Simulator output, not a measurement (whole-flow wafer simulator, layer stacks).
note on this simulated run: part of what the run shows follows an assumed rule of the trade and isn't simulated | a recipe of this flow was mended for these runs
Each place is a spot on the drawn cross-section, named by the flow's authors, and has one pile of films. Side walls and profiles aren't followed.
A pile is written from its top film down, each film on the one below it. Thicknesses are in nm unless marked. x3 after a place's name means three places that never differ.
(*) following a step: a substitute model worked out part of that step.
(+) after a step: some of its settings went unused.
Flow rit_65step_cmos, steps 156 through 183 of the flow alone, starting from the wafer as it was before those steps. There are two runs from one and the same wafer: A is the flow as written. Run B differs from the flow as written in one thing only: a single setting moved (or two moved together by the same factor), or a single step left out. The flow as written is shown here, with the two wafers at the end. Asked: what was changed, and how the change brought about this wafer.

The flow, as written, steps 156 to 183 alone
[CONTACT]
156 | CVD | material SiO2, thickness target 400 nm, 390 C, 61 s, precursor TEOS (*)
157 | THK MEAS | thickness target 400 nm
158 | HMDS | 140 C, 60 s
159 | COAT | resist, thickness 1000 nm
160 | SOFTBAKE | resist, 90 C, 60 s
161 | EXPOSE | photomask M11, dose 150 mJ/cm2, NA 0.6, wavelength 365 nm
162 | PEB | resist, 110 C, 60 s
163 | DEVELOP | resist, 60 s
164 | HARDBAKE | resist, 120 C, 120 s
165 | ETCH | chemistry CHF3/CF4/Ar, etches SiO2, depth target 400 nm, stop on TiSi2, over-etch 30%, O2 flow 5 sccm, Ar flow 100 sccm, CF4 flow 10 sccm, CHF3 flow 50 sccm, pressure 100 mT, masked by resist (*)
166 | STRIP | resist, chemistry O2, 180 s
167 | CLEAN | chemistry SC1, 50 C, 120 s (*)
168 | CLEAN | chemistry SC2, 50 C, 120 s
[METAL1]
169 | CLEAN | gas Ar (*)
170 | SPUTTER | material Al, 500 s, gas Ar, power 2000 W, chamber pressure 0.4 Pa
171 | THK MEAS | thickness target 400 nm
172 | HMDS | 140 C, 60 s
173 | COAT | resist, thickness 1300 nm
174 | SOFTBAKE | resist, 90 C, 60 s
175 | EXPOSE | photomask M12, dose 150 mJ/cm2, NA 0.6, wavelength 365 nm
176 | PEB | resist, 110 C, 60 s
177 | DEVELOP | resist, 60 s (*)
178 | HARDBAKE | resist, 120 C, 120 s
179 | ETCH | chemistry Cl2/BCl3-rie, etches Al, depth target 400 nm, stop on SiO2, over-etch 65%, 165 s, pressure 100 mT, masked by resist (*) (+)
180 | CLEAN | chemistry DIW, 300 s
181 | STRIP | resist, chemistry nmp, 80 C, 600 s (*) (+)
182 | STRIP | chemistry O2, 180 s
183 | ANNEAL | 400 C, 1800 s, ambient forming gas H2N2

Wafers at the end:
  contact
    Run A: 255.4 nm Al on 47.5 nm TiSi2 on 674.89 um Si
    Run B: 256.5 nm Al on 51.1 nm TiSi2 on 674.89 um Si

What caused this: step 165, ETCH: over-etch 12% was run, while the flow as written has over-etch 30%.

The path from the change to this, step by step:
  165 | ETCH | chemistry CHF3/CF4/Ar, etches SiO2, depth target 400 nm, stop on TiSi2, over-etch 30%, O2 flow 5 sccm, Ar flow 100 sccm, CF4 flow 10 sccm, CHF3 flow 50 sccm, pressure 100 mT, masked by resist (*)
      field, field_pw, field_nw and 10 more: A -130 resist | B -112 resist
      contact: A -400 SiO2 (all of it), -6 TiSi2 | B -400 SiO2 (all of it), -2.4 TiSi2
  166 | STRIP | resist, chemistry O2, 180 s
      active_n, active_p: A -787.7 resist (all of it) | B -805.7 resist (all of it)
      field: A -847 resist (all of it) | B -865 resist (all of it)
      (as well as at 10 more places)
